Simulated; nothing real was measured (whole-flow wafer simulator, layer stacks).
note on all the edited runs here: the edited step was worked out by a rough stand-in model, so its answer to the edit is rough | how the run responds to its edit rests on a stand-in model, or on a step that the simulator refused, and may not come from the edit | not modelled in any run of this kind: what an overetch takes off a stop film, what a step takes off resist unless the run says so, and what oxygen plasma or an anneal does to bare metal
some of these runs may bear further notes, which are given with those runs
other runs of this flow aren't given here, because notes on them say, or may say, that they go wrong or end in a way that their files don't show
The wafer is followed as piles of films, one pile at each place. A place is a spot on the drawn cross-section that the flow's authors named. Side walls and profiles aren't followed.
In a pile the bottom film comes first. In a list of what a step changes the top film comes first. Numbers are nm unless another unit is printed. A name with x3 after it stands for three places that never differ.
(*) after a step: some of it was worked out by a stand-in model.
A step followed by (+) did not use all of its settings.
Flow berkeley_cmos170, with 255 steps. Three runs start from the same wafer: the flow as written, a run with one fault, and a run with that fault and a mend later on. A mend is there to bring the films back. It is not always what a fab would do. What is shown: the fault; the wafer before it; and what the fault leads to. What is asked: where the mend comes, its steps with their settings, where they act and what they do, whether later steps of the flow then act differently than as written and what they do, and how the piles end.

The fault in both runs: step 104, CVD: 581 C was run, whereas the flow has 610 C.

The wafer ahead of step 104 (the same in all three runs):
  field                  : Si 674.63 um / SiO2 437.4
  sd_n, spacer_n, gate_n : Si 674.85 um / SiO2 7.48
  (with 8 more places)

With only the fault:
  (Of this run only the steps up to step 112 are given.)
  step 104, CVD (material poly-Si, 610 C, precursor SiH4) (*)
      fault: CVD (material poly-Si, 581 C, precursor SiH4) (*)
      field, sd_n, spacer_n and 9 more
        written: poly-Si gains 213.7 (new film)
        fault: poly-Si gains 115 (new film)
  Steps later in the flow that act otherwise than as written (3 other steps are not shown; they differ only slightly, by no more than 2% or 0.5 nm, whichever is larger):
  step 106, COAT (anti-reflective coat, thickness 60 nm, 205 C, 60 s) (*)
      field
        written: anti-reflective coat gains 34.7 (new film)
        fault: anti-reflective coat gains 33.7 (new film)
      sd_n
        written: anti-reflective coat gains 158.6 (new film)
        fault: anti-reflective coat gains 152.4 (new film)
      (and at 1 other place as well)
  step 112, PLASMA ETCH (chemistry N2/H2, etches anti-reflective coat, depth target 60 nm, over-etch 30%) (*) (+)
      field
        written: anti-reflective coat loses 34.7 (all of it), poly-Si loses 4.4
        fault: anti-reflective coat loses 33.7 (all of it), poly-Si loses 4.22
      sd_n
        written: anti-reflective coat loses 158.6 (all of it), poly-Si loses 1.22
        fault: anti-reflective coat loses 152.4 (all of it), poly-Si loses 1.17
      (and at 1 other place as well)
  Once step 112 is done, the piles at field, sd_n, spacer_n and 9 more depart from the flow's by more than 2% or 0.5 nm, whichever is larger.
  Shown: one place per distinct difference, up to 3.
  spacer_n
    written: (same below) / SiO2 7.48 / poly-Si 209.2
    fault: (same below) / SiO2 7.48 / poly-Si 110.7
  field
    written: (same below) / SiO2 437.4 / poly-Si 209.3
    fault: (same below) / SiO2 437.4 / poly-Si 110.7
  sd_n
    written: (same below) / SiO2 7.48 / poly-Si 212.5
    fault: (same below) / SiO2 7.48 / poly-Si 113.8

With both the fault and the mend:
  The mend stands after step 105.
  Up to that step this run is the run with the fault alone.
  step 105a, CVD (material poly-Si, 610 C, precursor SiH4) (*) (a further turn of the flow's step 104; the settings that differ are not printed)
      field, sd_n, spacer_n and 9 more
        poly-Si gains 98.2
  Later steps of the flow that are run all act as written at every place that is followed, up to a difference of at most 2% or 0.5 nm, whichever is larger.
  The piles end only slightly different from the flow's at the places that both follow, by no more than 2% or 0.5 nm, whichever is larger.
